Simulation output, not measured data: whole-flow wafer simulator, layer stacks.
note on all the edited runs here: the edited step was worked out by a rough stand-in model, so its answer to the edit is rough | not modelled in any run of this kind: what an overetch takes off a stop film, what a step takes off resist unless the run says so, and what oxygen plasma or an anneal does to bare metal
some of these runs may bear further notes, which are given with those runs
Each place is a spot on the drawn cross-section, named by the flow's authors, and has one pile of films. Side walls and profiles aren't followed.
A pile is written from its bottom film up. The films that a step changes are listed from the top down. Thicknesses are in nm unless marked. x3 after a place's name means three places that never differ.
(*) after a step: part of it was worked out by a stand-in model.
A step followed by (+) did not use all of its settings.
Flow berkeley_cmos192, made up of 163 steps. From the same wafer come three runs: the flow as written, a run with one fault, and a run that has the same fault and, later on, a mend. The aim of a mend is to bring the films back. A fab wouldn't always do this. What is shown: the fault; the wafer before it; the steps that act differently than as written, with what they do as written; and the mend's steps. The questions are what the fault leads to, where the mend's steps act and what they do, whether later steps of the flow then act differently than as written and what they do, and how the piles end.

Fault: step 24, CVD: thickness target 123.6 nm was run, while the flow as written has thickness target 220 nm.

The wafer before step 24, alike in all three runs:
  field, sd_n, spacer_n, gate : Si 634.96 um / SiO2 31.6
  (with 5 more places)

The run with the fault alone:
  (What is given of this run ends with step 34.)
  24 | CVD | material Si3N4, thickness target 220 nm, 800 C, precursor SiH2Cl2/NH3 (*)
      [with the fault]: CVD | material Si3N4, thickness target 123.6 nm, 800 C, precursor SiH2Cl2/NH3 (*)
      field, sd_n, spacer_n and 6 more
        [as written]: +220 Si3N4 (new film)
        [with the fault]: +123.6 Si3N4 (new film)
  Later steps of the flow acting differently than as written:
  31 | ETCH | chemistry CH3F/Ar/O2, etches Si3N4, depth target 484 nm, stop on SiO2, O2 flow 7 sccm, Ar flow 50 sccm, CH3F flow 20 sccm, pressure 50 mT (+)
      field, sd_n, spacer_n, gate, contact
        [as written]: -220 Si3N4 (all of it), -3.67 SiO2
        [with the fault]: -123.6 Si3N4 (all of it), -3.67 SiO2
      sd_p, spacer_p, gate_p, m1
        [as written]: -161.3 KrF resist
        [with the fault]: -97.1 KrF resist
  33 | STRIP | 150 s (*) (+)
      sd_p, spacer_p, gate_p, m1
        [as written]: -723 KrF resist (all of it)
        [with the fault]: -787.3 KrF resist (all of it)
  Once step 34 is done, the piles at sd_p, spacer_p, gate_p, m1 depart from the flow's by more than 2% or 0.5 nm, whichever is larger.
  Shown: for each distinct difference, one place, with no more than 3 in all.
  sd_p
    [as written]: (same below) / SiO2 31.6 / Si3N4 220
    [with the fault]: (same below) / SiO2 31.6 / Si3N4 123.6

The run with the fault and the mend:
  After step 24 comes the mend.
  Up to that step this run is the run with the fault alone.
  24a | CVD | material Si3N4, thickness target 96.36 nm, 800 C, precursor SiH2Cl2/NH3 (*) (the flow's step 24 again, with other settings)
      field, sd_n, spacer_n and 6 more
        +96.4 Si3N4
  Later steps of the flow that are run all act as written at every place that is followed, up to a difference of at most 2% or 0.5 nm, whichever is larger.
  At every place that both follow, the piles at the end match the flow's.
